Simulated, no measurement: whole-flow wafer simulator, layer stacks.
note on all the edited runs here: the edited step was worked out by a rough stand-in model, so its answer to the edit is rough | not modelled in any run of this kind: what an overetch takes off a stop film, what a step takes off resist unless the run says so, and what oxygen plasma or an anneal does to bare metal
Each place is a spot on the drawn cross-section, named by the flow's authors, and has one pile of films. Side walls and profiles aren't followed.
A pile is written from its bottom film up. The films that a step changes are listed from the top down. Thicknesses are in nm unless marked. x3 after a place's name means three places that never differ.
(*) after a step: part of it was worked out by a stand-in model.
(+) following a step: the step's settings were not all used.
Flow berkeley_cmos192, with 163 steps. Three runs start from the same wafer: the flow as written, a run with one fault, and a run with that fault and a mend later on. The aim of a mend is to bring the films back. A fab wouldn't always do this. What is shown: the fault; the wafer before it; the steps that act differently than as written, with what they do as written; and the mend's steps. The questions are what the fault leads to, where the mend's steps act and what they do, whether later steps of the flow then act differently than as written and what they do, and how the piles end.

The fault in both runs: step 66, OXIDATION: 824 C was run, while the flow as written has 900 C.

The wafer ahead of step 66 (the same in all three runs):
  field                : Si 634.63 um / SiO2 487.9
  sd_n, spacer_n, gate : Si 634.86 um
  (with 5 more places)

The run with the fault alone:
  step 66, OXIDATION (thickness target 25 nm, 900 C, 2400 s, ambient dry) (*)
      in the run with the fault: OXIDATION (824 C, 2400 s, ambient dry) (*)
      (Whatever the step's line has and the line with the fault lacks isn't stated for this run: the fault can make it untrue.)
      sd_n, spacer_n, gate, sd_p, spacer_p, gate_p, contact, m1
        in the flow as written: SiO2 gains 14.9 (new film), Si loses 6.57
        in the run with the fault: SiO2 gains 6.75 (new film), Si loses 2.97
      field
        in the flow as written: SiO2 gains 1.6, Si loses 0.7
        in the run with the fault: SiO2 gains 0.37, Si loses 0.16
  Later steps of the flow acting differently than as written (40 more steps, not shown, differ only slightly: by at most 2% or 0.5 nm, whichever is larger):
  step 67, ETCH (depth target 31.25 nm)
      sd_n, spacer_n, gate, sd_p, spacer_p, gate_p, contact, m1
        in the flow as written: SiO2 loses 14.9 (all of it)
        in the run with the fault: SiO2 loses 6.75 (all of it)
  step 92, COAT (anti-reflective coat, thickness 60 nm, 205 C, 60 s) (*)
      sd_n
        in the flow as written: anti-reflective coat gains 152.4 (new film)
        in the run with the fault: anti-reflective coat gains 149.2 (new film)
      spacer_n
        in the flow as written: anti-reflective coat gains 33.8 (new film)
        in the run with the fault: anti-reflective coat gains 34.9 (new film)
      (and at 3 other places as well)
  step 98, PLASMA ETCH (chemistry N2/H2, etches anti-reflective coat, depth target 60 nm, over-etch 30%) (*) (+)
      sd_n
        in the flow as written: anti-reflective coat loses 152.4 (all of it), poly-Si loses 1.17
        in the run with the fault: anti-reflective coat loses 149.2 (all of it), poly-Si loses 1.15
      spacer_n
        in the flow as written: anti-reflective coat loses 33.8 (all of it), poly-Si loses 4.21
        in the run with the fault: anti-reflective coat loses 34.9 (all of it), poly-Si loses 4.08
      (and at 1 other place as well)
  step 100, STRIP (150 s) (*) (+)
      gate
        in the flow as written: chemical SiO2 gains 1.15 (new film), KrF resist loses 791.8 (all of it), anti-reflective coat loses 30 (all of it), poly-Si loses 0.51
        in the run with the fault: chemical SiO2 gains 1.15 (new film), KrF resist loses 788.2 (all of it), anti-reflective coat loses 31.2 (all of it), poly-Si loses 0.51
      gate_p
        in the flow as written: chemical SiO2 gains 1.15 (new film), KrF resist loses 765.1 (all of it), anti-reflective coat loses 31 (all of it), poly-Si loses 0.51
        in the run with the fault: chemical SiO2 gains 1.15 (new film), KrF resist loses 762.7 (all of it), anti-reflective coat loses 31.9 (all of it), poly-Si loses 0.51
  The piles end only slightly different from the flow's at the places that both follow, by no more than 2% or 0.5 nm, whichever is larger.

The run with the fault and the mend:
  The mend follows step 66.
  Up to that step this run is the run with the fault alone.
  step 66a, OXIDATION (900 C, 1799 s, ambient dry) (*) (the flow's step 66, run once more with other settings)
      sd_n, spacer_n, gate, sd_p, spacer_p, gate_p, contact, m1
        SiO2 gains 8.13, Si loses 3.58
      field
        SiO2 gains 1.2, Si loses 0.53
  Later steps of the flow that are run all act as written at every place that is followed, up to a difference of at most 2% or 0.5 nm, whichever is larger.
  The piles end only slightly different from the flow's at the places that both follow, by no more than 2% or 0.5 nm, whichever is larger.
